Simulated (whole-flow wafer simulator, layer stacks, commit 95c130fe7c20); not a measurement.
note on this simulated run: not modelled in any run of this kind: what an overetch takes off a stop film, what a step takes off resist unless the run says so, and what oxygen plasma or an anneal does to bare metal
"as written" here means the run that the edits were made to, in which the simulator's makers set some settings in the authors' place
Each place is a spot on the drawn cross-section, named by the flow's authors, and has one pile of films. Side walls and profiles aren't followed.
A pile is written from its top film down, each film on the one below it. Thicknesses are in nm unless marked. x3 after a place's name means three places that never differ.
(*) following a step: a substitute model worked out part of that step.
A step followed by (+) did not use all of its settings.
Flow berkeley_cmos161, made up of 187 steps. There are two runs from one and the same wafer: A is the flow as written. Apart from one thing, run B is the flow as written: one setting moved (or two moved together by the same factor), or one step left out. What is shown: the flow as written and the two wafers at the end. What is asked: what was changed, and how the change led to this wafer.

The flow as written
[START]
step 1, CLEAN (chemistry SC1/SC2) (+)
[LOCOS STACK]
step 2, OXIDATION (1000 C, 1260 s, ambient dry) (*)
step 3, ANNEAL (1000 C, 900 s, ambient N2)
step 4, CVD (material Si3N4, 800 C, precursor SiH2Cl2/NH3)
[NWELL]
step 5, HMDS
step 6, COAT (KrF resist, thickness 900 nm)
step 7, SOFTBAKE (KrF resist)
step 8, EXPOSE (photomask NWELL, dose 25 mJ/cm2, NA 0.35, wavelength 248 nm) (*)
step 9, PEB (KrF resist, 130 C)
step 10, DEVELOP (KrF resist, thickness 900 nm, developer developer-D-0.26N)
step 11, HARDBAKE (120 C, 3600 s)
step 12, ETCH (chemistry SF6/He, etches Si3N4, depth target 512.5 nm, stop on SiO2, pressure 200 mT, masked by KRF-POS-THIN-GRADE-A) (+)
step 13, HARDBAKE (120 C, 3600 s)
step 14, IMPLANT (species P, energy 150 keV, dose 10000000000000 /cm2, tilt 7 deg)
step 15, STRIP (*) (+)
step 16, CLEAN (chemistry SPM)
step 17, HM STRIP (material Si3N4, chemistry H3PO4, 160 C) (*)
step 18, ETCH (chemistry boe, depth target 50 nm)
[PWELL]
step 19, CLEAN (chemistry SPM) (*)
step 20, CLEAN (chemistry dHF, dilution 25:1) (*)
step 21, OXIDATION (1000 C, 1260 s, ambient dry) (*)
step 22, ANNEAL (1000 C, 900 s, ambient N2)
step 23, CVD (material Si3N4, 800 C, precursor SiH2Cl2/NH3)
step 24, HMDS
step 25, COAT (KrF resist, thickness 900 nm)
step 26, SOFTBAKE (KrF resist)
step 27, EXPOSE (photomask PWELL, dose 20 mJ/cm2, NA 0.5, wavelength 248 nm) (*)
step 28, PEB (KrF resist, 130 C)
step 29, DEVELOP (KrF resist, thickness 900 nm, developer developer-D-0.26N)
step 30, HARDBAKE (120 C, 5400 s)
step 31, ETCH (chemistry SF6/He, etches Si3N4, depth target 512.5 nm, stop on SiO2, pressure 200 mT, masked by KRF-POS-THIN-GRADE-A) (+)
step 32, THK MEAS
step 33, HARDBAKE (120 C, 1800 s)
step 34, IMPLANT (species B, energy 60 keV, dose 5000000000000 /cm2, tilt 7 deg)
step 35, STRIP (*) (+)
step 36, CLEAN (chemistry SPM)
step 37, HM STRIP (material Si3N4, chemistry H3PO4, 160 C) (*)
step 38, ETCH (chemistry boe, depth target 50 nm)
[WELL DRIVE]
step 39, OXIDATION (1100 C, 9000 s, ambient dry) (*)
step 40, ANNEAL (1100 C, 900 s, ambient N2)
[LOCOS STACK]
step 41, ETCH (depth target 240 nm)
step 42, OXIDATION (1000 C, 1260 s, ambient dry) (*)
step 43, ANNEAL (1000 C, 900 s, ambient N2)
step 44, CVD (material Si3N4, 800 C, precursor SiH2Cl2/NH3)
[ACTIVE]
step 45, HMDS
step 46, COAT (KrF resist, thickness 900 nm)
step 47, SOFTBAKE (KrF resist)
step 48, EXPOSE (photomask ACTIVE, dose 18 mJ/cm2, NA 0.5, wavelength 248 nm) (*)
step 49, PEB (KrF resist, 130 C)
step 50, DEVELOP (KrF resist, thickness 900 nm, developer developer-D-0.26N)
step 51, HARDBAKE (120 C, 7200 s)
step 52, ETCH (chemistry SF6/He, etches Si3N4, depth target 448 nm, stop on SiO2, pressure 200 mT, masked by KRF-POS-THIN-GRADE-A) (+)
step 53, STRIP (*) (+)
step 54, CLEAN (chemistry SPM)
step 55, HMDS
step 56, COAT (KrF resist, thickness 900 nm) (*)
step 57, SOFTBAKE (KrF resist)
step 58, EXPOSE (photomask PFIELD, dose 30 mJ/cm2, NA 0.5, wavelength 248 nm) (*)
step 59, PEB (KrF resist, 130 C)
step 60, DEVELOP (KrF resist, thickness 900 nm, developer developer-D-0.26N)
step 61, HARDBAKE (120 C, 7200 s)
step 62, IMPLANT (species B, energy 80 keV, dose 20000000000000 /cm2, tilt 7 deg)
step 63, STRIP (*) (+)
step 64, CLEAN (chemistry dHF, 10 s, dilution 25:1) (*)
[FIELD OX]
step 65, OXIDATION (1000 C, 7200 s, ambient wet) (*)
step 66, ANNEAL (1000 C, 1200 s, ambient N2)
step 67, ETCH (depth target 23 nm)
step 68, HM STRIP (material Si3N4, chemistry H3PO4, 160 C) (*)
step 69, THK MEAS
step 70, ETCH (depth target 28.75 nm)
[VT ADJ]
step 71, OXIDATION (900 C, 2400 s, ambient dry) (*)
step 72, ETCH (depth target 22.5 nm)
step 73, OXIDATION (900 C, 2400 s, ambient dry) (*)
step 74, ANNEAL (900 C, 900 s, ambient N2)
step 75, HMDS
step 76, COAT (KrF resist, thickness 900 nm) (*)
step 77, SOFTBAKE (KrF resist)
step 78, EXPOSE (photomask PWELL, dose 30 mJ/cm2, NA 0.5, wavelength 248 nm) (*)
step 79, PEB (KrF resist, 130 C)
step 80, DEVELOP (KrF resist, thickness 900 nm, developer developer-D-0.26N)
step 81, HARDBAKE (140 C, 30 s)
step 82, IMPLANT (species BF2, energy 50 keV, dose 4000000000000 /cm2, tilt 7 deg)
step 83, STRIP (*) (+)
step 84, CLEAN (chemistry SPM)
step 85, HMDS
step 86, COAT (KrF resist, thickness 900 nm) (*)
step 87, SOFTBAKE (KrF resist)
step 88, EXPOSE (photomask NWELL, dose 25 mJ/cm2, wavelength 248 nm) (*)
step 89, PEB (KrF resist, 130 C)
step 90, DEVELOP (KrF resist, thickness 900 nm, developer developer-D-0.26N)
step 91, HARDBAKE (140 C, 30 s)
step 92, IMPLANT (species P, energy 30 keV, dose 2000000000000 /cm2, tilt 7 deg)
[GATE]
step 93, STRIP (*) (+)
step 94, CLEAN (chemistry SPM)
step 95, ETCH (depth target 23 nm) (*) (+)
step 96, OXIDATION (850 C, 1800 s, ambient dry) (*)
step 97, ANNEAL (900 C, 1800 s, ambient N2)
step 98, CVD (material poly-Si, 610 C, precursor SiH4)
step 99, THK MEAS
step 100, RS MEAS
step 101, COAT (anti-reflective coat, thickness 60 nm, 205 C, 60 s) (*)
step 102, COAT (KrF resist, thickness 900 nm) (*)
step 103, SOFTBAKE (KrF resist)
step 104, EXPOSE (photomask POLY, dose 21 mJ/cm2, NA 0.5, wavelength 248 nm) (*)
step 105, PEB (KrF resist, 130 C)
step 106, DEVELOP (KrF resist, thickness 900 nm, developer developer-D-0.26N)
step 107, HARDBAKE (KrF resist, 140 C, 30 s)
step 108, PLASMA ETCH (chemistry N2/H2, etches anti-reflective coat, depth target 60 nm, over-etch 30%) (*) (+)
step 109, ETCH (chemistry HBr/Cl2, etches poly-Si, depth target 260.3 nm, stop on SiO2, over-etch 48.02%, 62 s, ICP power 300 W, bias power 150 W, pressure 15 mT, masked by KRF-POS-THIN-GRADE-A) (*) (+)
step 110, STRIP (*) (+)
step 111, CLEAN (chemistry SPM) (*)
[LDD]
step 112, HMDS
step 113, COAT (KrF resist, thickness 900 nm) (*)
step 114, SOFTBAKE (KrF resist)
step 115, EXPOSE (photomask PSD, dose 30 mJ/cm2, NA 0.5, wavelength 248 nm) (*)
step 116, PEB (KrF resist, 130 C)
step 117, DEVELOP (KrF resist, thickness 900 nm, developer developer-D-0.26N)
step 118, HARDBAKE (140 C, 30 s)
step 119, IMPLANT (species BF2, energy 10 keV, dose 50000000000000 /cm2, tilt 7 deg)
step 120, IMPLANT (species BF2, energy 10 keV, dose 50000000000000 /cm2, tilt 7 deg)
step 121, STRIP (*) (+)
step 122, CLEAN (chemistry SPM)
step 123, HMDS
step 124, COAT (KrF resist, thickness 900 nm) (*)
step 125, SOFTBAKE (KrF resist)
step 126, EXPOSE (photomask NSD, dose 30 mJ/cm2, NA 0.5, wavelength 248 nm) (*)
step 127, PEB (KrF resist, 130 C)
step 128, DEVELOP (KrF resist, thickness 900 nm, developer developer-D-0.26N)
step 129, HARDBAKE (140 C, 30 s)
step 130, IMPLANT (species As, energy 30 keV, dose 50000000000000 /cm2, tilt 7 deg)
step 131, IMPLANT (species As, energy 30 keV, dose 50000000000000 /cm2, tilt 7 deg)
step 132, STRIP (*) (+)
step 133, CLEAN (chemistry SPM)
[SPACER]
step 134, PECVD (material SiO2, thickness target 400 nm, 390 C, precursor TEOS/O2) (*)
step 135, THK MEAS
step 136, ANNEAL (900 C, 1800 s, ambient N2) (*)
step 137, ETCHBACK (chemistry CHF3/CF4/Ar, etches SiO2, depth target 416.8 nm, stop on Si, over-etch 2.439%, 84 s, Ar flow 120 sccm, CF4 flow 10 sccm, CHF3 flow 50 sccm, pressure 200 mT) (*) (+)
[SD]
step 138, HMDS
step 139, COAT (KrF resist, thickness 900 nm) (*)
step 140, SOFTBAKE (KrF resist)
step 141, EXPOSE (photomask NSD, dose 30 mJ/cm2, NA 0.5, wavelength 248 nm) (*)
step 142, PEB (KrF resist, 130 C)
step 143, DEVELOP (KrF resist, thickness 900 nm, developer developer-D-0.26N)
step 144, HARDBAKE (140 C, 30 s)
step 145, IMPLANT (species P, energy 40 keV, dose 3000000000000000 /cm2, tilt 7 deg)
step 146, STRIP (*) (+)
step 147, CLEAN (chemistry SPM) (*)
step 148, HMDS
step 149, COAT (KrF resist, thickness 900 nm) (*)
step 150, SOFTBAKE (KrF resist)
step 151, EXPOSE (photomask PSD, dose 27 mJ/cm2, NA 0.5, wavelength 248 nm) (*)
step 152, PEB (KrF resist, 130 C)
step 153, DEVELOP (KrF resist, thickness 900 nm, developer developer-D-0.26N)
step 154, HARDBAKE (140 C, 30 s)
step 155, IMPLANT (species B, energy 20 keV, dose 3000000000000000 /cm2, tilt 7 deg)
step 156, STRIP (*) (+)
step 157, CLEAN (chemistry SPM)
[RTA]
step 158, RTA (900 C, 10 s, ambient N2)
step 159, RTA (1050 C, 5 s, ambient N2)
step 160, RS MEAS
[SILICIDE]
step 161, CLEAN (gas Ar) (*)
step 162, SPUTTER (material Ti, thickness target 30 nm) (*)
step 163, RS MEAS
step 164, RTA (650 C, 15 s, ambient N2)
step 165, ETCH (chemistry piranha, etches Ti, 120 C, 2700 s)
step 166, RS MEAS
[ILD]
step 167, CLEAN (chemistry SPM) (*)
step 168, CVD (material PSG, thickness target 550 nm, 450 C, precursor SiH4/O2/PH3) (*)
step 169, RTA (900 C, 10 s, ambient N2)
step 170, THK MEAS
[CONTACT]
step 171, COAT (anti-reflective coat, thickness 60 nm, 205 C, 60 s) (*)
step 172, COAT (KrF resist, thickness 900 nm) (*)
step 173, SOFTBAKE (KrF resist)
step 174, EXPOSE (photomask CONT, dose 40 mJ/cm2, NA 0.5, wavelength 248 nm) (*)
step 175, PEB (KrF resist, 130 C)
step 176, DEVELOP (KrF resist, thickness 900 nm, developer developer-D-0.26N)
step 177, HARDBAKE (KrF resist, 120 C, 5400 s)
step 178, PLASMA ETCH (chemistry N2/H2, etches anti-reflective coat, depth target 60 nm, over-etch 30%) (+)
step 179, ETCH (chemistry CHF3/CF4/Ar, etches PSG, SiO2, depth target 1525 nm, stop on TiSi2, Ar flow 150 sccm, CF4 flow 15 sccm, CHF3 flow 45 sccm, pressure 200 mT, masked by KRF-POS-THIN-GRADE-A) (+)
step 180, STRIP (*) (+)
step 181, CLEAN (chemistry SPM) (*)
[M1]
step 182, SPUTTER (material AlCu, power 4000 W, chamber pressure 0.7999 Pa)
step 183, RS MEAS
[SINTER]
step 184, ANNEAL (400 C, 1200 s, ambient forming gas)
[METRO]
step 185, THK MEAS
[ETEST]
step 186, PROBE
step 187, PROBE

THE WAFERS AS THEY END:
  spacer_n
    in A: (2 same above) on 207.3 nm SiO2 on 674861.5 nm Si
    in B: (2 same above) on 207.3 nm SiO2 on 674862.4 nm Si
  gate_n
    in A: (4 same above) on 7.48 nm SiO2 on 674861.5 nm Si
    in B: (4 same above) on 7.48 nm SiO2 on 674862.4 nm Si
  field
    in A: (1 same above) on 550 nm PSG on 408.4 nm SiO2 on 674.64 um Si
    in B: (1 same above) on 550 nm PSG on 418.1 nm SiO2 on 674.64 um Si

The reason: step 70, ETCH: depth target 19 nm was run, while the flow as written has depth target 28.75 nm.

How this came from the change, step by step:
  step 70, ETCH (depth target 28.75 nm)
      spacer_n, gate_n, spacer_p, gate_p, contact, m1: A SiO2 loses 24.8 (all of it) | B SiO2 loses 19
      sd_n, sd_p: A SiO2 loses 25 (all of it) | B SiO2 loses 19
      (as well as at 1 more place)
  step 71, OXIDATION (900 C, 2400 s, ambient dry) (*)
      spacer_n, gate_n, spacer_p, gate_p, contact, m1: A SiO2 gains 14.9 (new film), Si loses 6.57 | B SiO2 gains 12.9, Si loses 5.66
      sd_n, sd_p: A SiO2 gains 14.9 (new film), Si loses 6.57 | B SiO2 gains 12.8, Si loses 5.64
  step 72, ETCH (depth target 22.5 nm)
      spacer_n, gate_n, spacer_p, gate_p, contact, m1: A SiO2 loses 14.9 (all of it) | B SiO2 loses 18.7 (all of it)
      sd_n, sd_p: A SiO2 loses 14.9 (all of it) | B SiO2 loses 18.9 (all of it)
  step 101, COAT (anti-reflective coat, thickness 60 nm, 205 C, 60 s) (*)
      sd_n: A anti-reflective coat gains 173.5 (new film) | B anti-reflective coat gains 179.6 (new film)
      spacer_n: A anti-reflective coat gains 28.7 (new film) | B anti-reflective coat gains 27.1 (new film)
      (as well as at 3 more places)
  step 108, PLASMA ETCH (chemistry N2/H2, etches anti-reflective coat, depth target 60 nm, over-etch 30%) (*) (+)
      sd_n: A anti-reflective coat loses 173.5 (all of it), poly-Si loses 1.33 | B anti-reflective coat loses 179.6 (all of it), poly-Si loses 1.38
      spacer_n: A anti-reflective coat loses 28.7 (all of it), poly-Si loses 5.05 | B anti-reflective coat loses 27.1 (all of it), poly-Si loses 5.29
      (as well as at 1 more place)
  step 110, STRIP (*) (+)
      gate_n: A chemical SiO2 gains 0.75 (new film), KrF resist loses 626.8 (all of it), anti-reflective coat loses 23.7 (all of it), poly-Si loses 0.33 | B chemical SiO2 gains 0.75 (new film), KrF resist loses 632.2 (all of it), anti-reflective coat loses 22.2 (all of it), poly-Si loses 0.33
      gate_p: A chemical SiO2 gains 0.75 (new film), KrF resist loses 598.2 (all of it), anti-reflective coat loses 27.9 (all of it), poly-Si loses 0.33 | B chemical SiO2 gains 0.75 (new film), KrF resist loses 601.6 (all of it), anti-reflective coat loses 27.1 (all of it), poly-Si loses 0.33
  step 171, COAT (anti-reflective coat, thickness 60 nm, 205 C, 60 s) (*)
      sd_n: A anti-reflective coat gains 149.7 (new film) | B anti-reflective coat gains 157 (new film)
  step 180, STRIP (*) (+)
      sd_n: A KrF resist loses 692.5 (all of it), anti-reflective coat loses 149.7 (all of it) | B KrF resist loses 691 (all of it), anti-reflective coat loses 157 (all of it)
